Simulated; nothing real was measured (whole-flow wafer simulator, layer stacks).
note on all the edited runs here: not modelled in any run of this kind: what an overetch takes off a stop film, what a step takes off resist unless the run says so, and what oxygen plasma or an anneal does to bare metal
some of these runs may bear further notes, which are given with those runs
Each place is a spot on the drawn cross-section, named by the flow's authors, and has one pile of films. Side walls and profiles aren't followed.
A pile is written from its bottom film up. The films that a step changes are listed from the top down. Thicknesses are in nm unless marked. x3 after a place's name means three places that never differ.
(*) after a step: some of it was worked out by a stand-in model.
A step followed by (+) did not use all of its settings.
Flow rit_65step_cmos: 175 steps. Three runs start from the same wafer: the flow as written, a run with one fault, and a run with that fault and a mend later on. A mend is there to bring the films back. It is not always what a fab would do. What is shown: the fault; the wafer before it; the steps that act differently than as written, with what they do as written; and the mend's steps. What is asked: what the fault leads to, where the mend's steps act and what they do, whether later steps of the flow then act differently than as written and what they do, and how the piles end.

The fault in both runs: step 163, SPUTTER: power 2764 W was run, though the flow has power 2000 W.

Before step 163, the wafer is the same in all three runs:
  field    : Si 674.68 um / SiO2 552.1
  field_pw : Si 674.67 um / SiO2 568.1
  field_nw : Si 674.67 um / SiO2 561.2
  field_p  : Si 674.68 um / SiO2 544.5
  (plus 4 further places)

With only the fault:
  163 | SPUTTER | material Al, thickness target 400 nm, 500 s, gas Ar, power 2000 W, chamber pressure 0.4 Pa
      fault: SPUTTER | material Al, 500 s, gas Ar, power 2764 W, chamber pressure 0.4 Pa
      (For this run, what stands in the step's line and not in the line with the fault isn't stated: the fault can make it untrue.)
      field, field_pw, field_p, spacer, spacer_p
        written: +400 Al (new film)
        fault: +552.8 Al (new film)
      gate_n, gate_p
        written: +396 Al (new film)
        fault: +525.8 Al (new film)
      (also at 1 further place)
  Steps further on in the flow that do not act as written:
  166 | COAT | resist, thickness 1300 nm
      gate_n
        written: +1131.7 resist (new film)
        fault: +1156.6 resist (new film)
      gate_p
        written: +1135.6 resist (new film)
        fault: +1160.1 resist (new film)
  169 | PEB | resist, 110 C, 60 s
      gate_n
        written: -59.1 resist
        fault: -60.5 resist
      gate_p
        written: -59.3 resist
        fault: -60.7 resist
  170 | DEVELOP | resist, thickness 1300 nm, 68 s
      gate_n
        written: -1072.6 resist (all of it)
        fault: -1096.1 resist (all of it)
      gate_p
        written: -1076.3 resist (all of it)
        fault: -1099.4 resist (all of it)
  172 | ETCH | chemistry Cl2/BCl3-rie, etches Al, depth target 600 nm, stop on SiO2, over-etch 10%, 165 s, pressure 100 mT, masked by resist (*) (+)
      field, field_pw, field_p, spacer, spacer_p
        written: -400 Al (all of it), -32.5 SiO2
        fault: -552.8 Al (all of it), -13.4 SiO2
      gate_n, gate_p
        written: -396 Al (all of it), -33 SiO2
        fault: -525.8 Al (all of it), -16.8 SiO2
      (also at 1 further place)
  The piles end different from the flow's at field, field_pw, field_nw, field_p, gate_n, gate_p, spacer, spacer_p by more than 2% or 0.5 nm, whichever is larger.
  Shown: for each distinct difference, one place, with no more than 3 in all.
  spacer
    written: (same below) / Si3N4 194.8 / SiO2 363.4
    fault: (same below) / Si3N4 194.8 / SiO2 382.5
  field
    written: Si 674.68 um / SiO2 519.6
    fault: Si 674.68 um / SiO2 538.7
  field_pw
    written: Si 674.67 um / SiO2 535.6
    fault: Si 674.67 um / SiO2 554.7

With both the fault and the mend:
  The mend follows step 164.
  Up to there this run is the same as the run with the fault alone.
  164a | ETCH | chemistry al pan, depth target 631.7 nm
      field, field_pw, field_nw, field_p, spacer, spacer_p
        -552.8 Al (all of it)
      gate_n, gate_p
        -525.8 Al (all of it)
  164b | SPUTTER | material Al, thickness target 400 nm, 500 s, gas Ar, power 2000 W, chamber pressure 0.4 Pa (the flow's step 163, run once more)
      field, field_pw, field_p, spacer, spacer_p
        +400 Al (new film)
      gate_n, gate_p
        +396 Al (new film)
      field_nw
        +397.2 Al (new film)
  None of the later steps of the flow acts differently than as written at any place that is followed.
  By the end, the piles equal the flow's at every place that both follow.
